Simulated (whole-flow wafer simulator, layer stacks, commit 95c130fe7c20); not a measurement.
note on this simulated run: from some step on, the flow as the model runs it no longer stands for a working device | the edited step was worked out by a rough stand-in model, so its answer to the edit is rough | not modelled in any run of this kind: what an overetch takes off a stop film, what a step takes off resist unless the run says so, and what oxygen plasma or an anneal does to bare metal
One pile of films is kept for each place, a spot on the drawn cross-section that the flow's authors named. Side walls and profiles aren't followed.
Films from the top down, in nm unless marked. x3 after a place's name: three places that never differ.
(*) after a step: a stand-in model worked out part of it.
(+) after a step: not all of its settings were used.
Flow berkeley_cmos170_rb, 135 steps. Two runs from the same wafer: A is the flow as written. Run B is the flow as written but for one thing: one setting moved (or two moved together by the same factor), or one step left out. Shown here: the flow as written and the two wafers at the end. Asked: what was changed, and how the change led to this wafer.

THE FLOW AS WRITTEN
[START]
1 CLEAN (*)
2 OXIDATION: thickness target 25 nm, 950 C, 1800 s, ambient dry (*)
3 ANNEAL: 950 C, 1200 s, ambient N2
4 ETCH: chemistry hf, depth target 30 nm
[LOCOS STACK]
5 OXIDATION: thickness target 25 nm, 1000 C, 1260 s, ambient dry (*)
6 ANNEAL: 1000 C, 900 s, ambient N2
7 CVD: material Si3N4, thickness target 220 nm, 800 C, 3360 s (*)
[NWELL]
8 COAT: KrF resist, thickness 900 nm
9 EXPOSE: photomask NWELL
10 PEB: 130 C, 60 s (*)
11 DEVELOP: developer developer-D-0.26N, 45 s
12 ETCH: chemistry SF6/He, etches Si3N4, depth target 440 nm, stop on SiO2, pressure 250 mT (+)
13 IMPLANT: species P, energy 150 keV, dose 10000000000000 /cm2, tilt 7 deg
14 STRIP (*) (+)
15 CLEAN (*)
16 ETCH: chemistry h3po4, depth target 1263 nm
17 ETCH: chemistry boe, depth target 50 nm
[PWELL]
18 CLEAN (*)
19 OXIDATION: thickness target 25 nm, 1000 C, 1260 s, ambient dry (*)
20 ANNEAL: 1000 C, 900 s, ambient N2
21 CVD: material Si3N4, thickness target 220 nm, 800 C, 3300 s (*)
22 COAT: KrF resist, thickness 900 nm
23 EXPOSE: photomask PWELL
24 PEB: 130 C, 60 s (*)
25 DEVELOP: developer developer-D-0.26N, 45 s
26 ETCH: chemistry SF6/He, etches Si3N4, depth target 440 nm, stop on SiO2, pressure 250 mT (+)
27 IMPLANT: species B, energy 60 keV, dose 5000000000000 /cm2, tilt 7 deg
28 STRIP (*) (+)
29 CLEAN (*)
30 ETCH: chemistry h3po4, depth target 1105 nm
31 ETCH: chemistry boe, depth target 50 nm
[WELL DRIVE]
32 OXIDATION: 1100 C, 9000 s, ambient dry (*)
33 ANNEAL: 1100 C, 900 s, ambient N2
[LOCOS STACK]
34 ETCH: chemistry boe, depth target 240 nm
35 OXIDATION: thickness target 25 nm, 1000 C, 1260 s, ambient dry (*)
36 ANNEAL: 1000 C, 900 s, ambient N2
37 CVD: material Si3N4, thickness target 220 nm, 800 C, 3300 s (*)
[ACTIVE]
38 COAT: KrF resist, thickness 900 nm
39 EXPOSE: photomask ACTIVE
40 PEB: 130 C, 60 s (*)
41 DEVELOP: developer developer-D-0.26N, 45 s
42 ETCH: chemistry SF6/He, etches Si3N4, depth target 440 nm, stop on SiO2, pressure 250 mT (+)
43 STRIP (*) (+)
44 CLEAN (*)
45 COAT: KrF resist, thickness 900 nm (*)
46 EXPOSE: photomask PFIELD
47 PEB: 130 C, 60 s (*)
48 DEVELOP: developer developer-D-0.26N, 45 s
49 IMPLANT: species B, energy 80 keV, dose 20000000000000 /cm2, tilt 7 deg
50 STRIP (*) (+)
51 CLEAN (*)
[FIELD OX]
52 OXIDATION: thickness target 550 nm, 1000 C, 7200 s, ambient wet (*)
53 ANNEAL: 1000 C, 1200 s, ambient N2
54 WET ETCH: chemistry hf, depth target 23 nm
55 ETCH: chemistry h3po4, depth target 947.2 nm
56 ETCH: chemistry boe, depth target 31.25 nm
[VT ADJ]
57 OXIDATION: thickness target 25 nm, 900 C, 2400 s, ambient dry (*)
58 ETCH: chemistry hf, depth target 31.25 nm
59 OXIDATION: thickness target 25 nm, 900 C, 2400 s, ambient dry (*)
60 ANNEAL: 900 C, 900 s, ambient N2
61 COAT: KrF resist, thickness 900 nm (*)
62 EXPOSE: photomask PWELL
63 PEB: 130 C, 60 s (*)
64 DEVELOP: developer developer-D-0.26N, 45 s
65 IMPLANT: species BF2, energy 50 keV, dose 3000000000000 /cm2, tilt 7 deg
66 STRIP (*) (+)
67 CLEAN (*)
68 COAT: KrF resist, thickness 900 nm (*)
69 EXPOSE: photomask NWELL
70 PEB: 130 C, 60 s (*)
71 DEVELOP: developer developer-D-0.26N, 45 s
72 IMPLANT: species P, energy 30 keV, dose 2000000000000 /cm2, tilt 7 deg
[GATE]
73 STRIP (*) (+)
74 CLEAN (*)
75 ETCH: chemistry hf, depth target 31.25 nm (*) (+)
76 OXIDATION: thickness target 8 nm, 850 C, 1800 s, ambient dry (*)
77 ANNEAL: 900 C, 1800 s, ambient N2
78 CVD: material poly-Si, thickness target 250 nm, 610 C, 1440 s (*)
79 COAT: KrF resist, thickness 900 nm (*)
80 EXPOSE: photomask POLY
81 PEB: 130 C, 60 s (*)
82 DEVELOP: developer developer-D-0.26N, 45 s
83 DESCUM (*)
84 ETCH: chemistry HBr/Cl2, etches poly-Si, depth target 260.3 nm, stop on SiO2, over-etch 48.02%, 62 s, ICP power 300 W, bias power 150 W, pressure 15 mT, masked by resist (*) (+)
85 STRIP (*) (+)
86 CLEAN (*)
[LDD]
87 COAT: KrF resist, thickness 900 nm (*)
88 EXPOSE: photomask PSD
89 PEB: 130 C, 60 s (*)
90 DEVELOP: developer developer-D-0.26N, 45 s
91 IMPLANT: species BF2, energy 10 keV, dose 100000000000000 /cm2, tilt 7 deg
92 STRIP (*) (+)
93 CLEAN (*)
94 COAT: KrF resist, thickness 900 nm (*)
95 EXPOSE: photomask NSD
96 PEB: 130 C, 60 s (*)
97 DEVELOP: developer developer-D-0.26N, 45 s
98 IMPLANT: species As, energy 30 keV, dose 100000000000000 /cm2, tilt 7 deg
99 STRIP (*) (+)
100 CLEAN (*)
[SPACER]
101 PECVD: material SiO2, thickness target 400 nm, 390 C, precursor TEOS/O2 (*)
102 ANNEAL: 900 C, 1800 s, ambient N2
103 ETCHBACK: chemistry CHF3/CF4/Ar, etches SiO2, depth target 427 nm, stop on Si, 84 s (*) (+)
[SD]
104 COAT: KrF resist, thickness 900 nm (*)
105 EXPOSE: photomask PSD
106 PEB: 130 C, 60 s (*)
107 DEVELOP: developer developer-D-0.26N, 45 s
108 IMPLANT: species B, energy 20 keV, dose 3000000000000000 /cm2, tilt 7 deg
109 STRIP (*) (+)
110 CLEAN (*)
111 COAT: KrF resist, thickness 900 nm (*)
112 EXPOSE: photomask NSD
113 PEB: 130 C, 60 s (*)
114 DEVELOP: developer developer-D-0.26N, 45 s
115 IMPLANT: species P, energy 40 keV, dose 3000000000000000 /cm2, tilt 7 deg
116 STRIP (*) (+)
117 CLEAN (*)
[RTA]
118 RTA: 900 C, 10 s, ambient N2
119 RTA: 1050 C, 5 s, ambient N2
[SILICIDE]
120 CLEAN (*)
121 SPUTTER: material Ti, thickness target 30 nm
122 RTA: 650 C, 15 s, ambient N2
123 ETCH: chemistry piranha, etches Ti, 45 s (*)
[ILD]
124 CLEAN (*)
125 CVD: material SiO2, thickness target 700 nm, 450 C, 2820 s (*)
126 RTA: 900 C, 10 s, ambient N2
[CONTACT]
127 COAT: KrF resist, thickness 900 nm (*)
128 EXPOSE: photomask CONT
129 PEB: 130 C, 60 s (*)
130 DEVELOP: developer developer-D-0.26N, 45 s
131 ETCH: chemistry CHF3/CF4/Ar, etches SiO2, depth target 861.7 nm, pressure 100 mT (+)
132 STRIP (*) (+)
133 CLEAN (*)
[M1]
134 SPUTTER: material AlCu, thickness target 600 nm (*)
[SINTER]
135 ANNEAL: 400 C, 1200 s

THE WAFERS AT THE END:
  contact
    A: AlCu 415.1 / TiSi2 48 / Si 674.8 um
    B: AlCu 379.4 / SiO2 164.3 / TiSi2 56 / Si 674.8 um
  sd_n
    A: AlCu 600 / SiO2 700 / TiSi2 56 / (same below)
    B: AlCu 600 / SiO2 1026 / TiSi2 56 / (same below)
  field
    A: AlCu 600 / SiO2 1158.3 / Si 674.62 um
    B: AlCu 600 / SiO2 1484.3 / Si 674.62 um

The cause: step 125, CVD: thickness target 1026 nm was run, where the flow has thickness target 700 nm; step 125, CVD: 4131 s was run, where the flow has 2820 s.
It can be read off the wafer: sd_n has SiO2 1026, and step 125 as written asks for 700 nm.

How the change led to this, step by step:
  125 CVD: material SiO2, thickness target 700 nm, 450 C, 2820 s (*)
      sd_n, gate, gate_p, contact, m1: A SiO2 +700 (new film) | B SiO2 +1026 (new film)
      field, spacer_n, spacer_p: A SiO2 +700 | B SiO2 +1026
      (and at 1 more place)
  131 ETCH: chemistry CHF3/CF4/Ar, etches SiO2, depth target 861.7 nm, pressure 100 mT (+)
      contact: A SiO2 -700 (all of it), TiSi2 -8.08 | B SiO2 -861.7
  134 SPUTTER: material AlCu, thickness target 600 nm (*)
      contact: A AlCu +415.1 (new film) | B AlCu +379.4 (new film)
